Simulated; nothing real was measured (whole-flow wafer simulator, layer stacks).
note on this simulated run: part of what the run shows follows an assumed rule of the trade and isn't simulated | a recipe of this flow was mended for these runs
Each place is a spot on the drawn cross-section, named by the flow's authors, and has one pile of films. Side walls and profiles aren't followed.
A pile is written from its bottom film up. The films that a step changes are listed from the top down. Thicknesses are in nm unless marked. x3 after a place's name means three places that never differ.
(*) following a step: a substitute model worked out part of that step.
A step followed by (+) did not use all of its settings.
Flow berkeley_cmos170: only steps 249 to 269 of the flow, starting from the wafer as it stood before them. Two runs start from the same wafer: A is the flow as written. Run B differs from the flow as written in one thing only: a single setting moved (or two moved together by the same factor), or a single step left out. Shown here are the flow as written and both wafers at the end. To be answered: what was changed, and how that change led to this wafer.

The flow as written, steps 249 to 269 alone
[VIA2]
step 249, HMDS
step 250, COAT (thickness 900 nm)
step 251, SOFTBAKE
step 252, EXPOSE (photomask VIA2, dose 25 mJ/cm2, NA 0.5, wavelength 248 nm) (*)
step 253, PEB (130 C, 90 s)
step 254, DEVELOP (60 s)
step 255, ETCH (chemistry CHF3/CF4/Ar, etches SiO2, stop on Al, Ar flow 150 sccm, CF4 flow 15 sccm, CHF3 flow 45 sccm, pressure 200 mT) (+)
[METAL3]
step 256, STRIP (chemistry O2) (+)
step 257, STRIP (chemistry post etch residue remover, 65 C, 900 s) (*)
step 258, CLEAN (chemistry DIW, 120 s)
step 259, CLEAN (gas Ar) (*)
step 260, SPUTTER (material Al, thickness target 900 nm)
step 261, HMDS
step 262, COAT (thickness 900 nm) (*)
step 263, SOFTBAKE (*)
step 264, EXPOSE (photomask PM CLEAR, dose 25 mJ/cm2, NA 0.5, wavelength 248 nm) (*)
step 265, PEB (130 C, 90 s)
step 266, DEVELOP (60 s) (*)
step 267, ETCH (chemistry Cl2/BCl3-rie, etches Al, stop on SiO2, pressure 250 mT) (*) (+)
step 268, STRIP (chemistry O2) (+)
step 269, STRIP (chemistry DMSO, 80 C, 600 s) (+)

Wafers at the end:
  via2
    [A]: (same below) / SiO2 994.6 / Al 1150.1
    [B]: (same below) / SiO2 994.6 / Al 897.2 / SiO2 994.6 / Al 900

Cause: step 255, ETCH: chemistry CHF3/CF4/Ar, etches SiO2, stop on Al, Ar flow 150 sccm, CF4 flow 15 sccm, CHF3 flow 45 sccm, pressure 200 mT (+), was not run.

Step by step, how the change led to this:
  step 256, STRIP (chemistry O2) (+)
      field, mark, sd_n and 9 more: A -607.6 KrF-resist (all of it) | B -883.1 KrF-resist (all of it)
  step 257, STRIP (chemistry post etch residue remover, 65 C, 900 s) (*)
      via2: A -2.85 Al | B nothing
  step 259, CLEAN (gas Ar) (*)
      via2: A -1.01 Al | B -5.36 SiO2
  step 260, SPUTTER (material Al, thickness target 900 nm)
      via2: A +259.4 Al | B +900 Al (new film)
  step 262, COAT (thickness 900 nm) (*)
      m1: A +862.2 KrF-resist (new film) | B +900 KrF-resist (new film)
      m2: A +821.4 KrF-resist (new film) | B +900 KrF-resist (new film)
      (as well as at 1 more place)
  step 265, PEB (130 C, 90 s)
      via2: A -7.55 KrF-resist | B -2 KrF-resist
  step 268, STRIP (chemistry O2) (+)
      m1: A -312 KrF-resist (all of it) | B -349.7 KrF-resist (all of it)
      via1: A -335.1 KrF-resist (all of it) | B -349.7 KrF-resist (all of it)
      (as well as at 2 more places)
If metal films that touch count as one body, via2 has 3 bodies (between them, from the top down: SiO2 994.6; SiO2 994.6); the flow as written gives 2 bodies (between them, from the top down: SiO2 994.6).
